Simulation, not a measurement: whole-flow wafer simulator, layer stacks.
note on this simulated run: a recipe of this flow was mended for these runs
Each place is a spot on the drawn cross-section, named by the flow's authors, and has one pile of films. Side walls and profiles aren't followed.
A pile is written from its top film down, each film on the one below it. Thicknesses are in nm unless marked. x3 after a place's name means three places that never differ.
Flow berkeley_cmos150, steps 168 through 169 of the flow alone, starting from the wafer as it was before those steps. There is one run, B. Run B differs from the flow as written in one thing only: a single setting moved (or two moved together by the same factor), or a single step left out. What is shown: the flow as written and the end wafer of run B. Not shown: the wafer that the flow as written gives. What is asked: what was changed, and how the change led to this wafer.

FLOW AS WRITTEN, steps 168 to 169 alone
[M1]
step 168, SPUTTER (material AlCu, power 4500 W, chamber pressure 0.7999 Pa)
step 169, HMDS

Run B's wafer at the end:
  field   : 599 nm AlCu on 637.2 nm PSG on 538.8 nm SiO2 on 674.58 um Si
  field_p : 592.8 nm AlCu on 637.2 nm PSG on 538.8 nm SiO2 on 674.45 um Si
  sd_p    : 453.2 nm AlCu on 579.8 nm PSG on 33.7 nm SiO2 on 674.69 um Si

Cause: step 168, SPUTTER: chamber pressure 0.8959 Pa was run, whereas the flow has chamber pressure 0.7999 Pa.

How this came from the change, step by step:
  step 168, SPUTTER (material AlCu, power 4500 W, chamber pressure 0.7999 Pa)
      field, sd_n, gate_n, m1: AlCu gains 599 (new film) (as written it would have been: AlCu gains 626.1 (new film))
      field_p: AlCu gains 592.8 (new film) (as written it would have been: AlCu gains 619.8 (new film))
      (as well as at 3 more places)
